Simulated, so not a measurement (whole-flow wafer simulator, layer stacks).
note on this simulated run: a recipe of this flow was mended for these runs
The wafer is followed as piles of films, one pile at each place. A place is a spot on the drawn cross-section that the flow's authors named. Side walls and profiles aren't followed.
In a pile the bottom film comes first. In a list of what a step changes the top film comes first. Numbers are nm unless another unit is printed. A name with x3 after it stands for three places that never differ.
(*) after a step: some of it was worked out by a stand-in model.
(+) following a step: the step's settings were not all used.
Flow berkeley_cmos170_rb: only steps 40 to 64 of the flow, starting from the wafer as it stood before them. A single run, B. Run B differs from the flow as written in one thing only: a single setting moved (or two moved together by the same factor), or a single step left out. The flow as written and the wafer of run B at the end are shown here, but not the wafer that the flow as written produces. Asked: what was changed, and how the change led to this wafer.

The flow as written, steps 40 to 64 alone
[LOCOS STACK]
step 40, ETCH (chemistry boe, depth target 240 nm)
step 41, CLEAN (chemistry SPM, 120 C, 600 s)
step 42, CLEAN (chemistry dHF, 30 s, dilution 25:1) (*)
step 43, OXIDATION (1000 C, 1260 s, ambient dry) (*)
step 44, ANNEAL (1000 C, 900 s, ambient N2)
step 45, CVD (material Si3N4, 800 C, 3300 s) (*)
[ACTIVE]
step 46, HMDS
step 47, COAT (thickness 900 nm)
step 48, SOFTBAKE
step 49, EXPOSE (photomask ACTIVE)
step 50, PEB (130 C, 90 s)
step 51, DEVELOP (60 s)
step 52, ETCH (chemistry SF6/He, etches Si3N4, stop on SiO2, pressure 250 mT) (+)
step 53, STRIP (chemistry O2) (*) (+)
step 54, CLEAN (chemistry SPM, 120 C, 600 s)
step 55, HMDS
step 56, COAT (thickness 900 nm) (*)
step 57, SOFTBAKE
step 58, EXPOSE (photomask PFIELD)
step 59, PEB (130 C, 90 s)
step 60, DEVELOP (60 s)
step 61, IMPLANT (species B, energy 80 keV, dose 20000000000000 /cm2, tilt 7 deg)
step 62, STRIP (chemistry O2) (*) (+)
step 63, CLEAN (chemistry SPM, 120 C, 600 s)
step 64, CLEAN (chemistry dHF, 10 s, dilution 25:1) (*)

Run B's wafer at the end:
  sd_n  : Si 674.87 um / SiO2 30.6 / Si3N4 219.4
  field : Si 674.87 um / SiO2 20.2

The reason: step 43, OXIDATION: 1016 C was run, whereas the flow has 1000 C.

How this came from the change, step by step:
  step 43, OXIDATION (1000 C, 1260 s, ambient dry) (*)
      field, sd_n, spacer_n and 6 more: SiO2 gains 30.6 (new film), Si loses 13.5 (in the flow as written it would be: SiO2 gains 26.6 (new film), Si loses 11.7)
